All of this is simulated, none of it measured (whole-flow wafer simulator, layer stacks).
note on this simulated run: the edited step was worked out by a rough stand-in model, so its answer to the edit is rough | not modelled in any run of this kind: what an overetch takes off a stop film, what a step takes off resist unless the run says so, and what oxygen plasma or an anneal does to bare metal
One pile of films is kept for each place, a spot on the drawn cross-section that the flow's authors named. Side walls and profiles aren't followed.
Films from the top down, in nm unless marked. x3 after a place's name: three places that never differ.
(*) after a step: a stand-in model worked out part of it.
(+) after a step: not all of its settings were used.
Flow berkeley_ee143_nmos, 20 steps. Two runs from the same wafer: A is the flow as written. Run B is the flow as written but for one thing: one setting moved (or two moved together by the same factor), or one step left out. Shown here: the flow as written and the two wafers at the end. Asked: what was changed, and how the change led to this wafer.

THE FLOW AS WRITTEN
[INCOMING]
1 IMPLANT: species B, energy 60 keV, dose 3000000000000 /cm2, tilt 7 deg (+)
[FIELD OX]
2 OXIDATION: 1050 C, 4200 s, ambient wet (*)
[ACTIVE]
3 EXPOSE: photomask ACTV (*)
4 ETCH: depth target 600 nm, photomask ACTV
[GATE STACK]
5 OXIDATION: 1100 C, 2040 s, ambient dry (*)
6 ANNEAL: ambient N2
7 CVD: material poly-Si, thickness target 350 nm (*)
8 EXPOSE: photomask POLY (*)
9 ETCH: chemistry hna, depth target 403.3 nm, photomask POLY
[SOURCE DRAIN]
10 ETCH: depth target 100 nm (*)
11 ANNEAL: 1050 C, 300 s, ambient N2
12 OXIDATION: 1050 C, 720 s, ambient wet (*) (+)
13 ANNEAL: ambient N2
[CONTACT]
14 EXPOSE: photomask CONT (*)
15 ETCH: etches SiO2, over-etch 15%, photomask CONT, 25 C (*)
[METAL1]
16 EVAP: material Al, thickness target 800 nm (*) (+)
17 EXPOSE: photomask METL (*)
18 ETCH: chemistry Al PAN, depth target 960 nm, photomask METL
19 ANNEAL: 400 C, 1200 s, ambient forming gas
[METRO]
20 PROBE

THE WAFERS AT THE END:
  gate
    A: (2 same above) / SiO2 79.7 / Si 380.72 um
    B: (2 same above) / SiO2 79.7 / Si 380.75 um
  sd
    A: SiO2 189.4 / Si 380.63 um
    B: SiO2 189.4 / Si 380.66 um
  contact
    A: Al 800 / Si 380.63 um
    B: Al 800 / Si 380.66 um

The cause: step 2, OXIDATION: 3360 s was run, where the flow has 4200 s.

How the change led to this, step by step:
  2 OXIDATION: 1050 C, 4200 s, ambient wet (*)
      gate, sd, contact, field: A SiO2 +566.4 (new film), chemical SiO2 -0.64 (all of it), Si -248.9 | B SiO2 +495.4 (new film), chemical SiO2 -0.64 (all of it), Si -217.7
  4 ETCH: depth target 600 nm, photomask ACTV
      gate, sd, contact: A SiO2 -566.4 (all of it) | B SiO2 -495.4 (all of it)
  5 OXIDATION: 1100 C, 2040 s, ambient dry (*)
      field: A SiO2 +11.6, Si -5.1 | B SiO2 +13, Si -5.72
  12 OXIDATION: 1050 C, 720 s, ambient wet (*) (+)
      field: A SiO2 +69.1, Si -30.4 | B SiO2 +76.8, Si -33.8
